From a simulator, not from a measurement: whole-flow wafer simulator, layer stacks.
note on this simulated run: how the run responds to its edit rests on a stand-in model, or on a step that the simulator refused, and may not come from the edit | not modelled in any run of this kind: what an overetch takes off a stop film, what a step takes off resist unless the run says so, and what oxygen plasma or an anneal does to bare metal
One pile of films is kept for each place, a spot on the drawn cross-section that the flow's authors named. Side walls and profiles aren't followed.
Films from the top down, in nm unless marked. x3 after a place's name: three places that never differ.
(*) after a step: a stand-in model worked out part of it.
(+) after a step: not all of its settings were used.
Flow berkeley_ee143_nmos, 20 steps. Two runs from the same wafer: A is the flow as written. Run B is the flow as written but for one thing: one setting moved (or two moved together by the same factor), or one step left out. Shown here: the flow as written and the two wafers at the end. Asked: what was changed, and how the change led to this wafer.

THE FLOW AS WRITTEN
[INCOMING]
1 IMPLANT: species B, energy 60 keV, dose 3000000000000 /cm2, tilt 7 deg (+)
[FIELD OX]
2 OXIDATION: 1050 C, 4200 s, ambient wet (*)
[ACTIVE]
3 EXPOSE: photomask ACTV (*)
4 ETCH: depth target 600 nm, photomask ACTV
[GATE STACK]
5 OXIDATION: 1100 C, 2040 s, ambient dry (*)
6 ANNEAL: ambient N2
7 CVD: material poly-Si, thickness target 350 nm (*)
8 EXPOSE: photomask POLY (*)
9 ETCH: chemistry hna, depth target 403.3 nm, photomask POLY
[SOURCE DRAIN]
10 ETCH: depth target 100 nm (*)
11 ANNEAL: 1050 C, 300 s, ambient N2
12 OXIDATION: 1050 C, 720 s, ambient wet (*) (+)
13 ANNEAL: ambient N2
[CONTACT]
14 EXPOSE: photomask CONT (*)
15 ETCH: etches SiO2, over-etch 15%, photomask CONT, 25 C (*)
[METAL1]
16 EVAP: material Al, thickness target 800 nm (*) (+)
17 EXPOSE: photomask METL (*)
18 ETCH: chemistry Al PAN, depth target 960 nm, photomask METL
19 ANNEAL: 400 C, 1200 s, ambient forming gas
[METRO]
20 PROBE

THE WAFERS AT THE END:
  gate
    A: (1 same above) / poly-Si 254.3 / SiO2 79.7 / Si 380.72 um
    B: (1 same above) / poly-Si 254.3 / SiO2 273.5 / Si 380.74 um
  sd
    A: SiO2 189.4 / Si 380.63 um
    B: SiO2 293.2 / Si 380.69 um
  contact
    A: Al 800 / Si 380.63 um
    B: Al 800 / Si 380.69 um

The cause: step 4, ETCH: depth target 315 nm was run, where the flow has depth target 600 nm.

How the change led to this, step by step:
  4 ETCH: depth target 600 nm, photomask ACTV
      gate, sd, contact: A SiO2 -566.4 (all of it) | B SiO2 -315
  5 OXIDATION: 1100 C, 2040 s, ambient dry (*)
      gate, sd, contact: A SiO2 +79.7 (new film), Si -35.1 | B SiO2 +22.1, Si -9.73
  10 ETCH: depth target 100 nm (*)
      sd, contact: A SiO2 -79.7 (all of it) | B SiO2 -100
  12 OXIDATION: 1050 C, 720 s, ambient wet (*) (+)
      sd, contact: A SiO2 +189.4 (new film), Si -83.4 | B SiO2 +119.8, Si -52.7
  15 ETCH: etches SiO2, over-etch 15%, photomask CONT, 25 C (*)
      contact: A SiO2 -189.4 (all of it) | B SiO2 -293.2 (all of it)
